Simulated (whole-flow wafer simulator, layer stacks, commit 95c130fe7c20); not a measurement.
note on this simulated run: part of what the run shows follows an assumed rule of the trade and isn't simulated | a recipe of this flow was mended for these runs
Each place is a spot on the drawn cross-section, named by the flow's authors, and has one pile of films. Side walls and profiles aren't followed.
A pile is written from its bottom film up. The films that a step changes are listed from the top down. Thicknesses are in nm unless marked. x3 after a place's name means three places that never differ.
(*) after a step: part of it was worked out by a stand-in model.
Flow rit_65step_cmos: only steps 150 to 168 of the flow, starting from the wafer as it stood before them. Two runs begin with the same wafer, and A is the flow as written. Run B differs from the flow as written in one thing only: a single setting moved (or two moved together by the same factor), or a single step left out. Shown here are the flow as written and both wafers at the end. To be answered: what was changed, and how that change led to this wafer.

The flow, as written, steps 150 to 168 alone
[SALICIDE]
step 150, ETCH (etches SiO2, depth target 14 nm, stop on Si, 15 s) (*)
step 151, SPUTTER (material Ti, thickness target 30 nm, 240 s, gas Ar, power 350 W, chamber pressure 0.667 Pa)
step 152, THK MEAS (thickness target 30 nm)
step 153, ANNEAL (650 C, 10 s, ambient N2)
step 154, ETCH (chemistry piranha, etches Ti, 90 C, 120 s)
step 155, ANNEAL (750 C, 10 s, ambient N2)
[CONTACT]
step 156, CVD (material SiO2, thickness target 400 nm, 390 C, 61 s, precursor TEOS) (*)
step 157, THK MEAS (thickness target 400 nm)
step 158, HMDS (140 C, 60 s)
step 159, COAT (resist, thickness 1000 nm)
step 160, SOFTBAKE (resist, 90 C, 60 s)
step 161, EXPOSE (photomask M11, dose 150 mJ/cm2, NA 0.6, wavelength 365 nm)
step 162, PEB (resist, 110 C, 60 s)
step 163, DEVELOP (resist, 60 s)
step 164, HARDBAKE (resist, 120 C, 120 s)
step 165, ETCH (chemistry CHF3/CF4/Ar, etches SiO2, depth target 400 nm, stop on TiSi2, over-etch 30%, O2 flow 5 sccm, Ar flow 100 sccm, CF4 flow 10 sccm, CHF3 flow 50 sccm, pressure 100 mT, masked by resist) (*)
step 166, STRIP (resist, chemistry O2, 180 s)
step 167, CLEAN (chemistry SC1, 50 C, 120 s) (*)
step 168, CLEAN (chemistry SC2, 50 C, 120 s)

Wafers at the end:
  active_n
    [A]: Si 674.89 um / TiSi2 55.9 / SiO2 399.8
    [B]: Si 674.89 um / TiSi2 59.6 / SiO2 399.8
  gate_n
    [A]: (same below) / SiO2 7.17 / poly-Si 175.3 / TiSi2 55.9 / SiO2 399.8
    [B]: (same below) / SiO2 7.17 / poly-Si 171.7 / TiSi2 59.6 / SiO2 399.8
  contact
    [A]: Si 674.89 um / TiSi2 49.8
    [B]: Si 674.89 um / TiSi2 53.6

Cause: step 151, SPUTTER: thickness target 32 nm was run, while the flow as written has thickness target 30 nm; step 151, SPUTTER: 255 s was run, where the flow has 240 s.

Step by step, how the change led to this:
  step 151, SPUTTER (material Ti, thickness target 30 nm, 240 s, gas Ar, power 350 W, chamber pressure 0.667 Pa)
      field, field_pw, field_nw and 11 more: A +30 Ti (new film) | B +32 Ti (new film)
  step 153, ANNEAL (650 C, 10 s, ambient N2)
      active_n, active_p, sd_n, sd_p, contact, m1: A -23.4 Ti, +15 TiSi first (new film), +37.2 TiSi2 C49 (new film), -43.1 Si | B -25 Ti, +19.6 TiSi first (new film), +34.4 TiSi2 C49 (new film), -43.7 Si
      gate_n, gate_p: A -23.4 Ti, +15 TiSi first (new film), +37.2 TiSi2 C49 (new film), -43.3 poly-Si | B -25 Ti, +19.6 TiSi first (new film), +34.4 TiSi2 C49 (new film), -43.8 poly-Si
  step 154, ETCH (chemistry piranha, etches Ti, 90 C, 120 s)
      field, field_pw, field_nw, field_p, spacer, spacer_p: A -30 Ti (all of it) | B -32 Ti (all of it)
  step 155, ANNEAL (750 C, 10 s, ambient N2)
      active_n, active_p, sd_n, sd_p, contact, m1: A +55.9 TiSi2 (new film), -14.9 TiSi first (all of it), -37.2 TiSi2 C49 (all of it), -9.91 Si | B +59.6 TiSi2 (new film), -19.5 TiSi first (all of it), -34.4 TiSi2 C49 (all of it), -12.9 Si
      gate_n, gate_p: A +55.9 TiSi2 (new film), -14.9 TiSi first (all of it), -37.2 TiSi2 C49 (all of it), -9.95 poly-Si | B +59.6 TiSi2 (new film), -19.5 TiSi first (all of it), -34.4 TiSi2 C49 (all of it), -13 poly-Si
